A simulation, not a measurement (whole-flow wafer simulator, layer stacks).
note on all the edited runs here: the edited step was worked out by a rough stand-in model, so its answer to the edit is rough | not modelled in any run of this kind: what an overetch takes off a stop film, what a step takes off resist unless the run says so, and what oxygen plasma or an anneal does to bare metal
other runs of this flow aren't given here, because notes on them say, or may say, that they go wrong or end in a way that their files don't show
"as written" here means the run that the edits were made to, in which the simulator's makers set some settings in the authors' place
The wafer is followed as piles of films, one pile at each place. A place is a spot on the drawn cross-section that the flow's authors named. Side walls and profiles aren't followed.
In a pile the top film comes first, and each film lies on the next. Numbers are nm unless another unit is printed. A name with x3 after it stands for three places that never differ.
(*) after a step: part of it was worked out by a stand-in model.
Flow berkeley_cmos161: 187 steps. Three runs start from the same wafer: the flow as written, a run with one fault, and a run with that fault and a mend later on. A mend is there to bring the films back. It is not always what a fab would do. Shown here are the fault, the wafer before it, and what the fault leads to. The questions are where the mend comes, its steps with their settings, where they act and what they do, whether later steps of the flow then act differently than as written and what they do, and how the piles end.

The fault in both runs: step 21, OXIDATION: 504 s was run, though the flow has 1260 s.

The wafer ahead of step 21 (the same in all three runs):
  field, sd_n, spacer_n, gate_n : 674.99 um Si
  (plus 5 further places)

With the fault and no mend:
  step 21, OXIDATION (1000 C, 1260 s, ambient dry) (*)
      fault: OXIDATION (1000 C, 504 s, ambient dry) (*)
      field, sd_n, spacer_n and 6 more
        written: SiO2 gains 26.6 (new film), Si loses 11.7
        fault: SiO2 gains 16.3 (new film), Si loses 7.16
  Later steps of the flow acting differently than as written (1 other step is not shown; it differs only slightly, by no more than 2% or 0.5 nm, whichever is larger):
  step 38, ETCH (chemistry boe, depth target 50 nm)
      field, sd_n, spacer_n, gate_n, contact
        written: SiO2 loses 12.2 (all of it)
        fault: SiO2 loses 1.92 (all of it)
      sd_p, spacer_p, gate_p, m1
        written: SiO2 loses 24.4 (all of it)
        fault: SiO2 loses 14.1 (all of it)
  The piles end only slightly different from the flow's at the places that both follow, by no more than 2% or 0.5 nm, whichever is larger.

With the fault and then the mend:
  The mend follows step 21.
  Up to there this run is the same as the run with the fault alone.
  step 21a, OXIDATION (1000 C, 756 s, ambient dry) (*) (the flow's step 21 again, with other settings)
      field, sd_n, spacer_n and 6 more
        SiO2 gains 10.3, Si loses 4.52
  None of the later steps of the flow acts differently than as written at any place that is followed.
  By the end, the piles equal the flow's at every place that both follow.
